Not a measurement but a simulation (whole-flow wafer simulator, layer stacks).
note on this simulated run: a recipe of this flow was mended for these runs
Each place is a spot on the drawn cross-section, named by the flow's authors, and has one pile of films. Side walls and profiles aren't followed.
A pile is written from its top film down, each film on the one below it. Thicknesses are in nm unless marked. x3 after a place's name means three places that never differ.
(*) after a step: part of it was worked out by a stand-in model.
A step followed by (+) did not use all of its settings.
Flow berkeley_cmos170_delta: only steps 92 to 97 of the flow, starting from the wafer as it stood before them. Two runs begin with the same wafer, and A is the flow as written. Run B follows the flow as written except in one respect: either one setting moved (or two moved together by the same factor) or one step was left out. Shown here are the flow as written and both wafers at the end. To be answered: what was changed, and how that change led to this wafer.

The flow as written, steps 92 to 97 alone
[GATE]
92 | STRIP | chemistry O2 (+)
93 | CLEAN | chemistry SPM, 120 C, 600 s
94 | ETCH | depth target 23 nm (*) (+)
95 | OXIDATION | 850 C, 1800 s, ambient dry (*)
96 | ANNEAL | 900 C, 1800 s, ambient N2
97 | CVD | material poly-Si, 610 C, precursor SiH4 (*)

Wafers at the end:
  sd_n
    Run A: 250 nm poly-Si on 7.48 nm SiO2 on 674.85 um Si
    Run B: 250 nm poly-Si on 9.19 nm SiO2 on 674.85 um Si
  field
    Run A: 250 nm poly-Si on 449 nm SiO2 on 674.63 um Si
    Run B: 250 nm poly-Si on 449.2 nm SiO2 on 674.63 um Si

What caused this: step 95, OXIDATION: 2520 s was run, though the flow has 1800 s.

Step by step, how the change led to this:
  95 | OXIDATION | 850 C, 1800 s, ambient dry (*)
      sd_n, spacer_n, gate, sd_p, spacer_p x2, contact, m1: A SiO2 gains 7.48 (new film), Si loses 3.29 | B SiO2 gains 9.19 (new film), Si loses 4.04
